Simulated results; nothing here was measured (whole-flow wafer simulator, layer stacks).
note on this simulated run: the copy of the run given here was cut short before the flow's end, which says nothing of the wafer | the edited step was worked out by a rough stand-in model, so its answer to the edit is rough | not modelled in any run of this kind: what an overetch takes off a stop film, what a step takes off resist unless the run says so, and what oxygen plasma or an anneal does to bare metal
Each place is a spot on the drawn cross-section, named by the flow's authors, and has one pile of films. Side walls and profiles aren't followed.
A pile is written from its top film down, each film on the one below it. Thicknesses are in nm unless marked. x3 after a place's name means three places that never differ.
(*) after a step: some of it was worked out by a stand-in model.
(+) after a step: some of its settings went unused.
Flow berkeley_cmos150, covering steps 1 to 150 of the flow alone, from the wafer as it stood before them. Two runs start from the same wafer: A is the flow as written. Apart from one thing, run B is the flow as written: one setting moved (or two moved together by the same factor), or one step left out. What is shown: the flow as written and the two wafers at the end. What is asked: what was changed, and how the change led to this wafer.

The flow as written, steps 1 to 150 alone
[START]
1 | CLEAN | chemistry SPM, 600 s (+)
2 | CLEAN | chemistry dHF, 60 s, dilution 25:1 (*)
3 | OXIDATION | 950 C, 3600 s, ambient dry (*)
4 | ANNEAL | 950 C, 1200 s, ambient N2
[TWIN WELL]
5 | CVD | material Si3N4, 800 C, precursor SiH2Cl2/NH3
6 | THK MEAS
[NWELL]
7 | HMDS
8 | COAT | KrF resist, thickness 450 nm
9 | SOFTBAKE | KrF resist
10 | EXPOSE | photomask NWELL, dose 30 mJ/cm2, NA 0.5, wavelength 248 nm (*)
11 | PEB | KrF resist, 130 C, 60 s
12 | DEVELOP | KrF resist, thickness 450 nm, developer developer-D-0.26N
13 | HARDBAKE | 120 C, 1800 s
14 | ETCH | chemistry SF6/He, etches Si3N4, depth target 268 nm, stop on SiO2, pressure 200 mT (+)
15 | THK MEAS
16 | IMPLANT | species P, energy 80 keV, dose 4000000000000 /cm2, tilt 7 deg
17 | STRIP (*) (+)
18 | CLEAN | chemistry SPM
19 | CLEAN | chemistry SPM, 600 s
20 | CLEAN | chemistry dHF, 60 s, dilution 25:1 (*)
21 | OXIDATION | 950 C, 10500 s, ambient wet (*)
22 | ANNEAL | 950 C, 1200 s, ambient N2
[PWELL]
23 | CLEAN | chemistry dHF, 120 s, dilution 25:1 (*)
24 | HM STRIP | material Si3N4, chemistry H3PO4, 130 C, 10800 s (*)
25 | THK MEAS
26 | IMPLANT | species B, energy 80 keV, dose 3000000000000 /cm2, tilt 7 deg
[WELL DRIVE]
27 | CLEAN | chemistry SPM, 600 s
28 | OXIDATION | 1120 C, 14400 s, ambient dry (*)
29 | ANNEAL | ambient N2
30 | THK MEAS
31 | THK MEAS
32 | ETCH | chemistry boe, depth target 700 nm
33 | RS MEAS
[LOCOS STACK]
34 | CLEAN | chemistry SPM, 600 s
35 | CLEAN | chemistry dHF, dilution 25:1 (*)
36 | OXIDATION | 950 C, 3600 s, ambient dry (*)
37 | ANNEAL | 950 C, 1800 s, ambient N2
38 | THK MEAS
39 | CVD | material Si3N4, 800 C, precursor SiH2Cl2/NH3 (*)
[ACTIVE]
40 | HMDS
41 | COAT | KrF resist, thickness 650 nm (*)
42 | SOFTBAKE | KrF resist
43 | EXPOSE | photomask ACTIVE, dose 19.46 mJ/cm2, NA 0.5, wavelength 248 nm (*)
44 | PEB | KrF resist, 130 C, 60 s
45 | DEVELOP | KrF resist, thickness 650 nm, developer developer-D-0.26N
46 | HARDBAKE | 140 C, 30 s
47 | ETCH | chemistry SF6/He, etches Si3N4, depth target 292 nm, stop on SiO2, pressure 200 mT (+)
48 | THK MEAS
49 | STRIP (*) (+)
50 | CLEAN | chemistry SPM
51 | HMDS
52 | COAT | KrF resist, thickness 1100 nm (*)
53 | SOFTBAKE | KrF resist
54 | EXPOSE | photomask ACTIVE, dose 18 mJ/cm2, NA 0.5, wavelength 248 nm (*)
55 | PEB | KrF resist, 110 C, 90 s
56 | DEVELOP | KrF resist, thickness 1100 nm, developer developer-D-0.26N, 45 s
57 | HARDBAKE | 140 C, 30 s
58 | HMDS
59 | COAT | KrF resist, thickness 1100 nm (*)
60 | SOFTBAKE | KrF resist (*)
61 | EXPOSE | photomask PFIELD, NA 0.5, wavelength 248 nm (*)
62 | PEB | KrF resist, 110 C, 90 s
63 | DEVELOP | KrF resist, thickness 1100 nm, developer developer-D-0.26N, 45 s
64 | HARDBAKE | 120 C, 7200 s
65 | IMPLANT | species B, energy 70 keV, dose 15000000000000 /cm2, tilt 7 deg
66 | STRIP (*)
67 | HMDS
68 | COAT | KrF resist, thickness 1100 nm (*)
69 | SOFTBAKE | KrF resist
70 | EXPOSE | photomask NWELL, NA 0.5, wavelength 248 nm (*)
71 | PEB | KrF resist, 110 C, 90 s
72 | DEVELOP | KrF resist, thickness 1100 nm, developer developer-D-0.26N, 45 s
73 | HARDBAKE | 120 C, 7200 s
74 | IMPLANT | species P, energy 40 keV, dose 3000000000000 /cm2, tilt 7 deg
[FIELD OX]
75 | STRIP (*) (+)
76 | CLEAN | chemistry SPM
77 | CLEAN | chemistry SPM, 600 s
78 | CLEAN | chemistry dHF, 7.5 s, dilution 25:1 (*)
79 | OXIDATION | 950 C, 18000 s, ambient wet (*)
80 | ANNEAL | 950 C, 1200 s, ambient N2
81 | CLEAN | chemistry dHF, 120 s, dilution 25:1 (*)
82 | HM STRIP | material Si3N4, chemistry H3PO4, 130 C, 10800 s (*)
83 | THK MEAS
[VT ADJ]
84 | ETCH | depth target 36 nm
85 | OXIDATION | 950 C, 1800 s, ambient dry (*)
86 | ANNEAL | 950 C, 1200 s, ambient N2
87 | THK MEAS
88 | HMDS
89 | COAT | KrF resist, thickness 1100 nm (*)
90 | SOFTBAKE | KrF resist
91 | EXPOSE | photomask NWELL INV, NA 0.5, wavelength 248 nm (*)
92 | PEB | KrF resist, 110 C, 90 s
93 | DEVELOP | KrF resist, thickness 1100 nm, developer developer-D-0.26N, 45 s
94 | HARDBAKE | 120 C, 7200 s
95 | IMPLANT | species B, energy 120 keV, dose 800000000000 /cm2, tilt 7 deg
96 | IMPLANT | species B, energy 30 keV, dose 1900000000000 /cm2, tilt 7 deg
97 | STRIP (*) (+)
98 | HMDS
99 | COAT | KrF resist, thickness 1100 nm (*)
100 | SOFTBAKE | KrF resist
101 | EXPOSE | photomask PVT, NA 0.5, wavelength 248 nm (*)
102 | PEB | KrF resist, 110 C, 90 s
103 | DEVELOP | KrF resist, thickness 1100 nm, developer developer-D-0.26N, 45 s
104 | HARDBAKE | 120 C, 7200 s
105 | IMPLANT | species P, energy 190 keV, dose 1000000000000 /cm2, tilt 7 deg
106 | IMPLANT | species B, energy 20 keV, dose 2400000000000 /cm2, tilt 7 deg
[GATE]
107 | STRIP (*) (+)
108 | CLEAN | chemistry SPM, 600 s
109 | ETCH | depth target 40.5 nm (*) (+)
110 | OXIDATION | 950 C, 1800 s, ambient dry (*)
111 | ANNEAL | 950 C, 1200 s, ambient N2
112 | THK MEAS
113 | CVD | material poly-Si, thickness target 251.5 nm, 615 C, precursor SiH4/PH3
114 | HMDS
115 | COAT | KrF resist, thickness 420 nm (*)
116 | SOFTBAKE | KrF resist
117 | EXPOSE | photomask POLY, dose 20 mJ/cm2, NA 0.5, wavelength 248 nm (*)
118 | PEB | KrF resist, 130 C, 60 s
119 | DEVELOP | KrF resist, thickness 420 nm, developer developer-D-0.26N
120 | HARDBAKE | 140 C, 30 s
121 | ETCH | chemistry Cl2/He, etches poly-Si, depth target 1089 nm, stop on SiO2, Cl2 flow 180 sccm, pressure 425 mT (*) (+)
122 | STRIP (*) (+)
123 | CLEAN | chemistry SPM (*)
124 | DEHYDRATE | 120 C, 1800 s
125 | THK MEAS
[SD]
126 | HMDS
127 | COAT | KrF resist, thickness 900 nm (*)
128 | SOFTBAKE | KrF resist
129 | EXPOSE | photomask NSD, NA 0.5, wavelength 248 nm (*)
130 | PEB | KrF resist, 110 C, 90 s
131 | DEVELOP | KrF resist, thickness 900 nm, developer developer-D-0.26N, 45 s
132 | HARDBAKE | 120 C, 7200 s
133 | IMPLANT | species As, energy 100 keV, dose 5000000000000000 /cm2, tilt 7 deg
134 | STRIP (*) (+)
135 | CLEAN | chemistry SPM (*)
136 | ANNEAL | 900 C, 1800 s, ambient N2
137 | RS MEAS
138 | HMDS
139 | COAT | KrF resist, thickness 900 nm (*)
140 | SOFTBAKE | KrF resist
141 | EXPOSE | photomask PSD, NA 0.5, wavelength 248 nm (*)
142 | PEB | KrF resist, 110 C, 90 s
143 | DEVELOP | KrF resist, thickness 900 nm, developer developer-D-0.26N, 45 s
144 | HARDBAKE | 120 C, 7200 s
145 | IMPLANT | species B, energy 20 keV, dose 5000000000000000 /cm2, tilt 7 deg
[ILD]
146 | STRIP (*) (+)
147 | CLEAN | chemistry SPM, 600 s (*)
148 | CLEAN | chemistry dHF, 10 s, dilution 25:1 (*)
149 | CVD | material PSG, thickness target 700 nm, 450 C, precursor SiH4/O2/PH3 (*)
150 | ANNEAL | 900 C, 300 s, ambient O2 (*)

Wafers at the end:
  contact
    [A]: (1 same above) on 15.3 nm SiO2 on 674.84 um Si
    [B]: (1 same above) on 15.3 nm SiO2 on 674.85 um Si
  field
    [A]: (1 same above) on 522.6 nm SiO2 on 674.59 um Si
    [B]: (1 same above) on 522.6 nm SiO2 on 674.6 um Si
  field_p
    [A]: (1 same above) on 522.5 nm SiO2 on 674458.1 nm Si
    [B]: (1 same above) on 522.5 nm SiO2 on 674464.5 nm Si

What caused this: step 28, OXIDATION: 12240 s was run, while the flow as written has 14400 s.

Step by step, how the change led to this:
  28 | OXIDATION | 1120 C, 14400 s, ambient dry (*)
      field, sd_n, gate_n, contact, m1: A +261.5 SiO2, -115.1 Si | B +235.9 SiO2, -103.8 Si
      field_p, sd_p, gate_p: A +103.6 SiO2, -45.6 Si | B +89.2 SiO2, -39.2 Si
  32 | ETCH | chemistry boe, depth target 700 nm
      field, sd_n, gate_n, contact, m1: A -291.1 SiO2 (all of it) | B -265.5 SiO2 (all of it)
      field_p, sd_p, gate_p: A -555.5 SiO2 (all of it) | B -541.1 SiO2 (all of it)
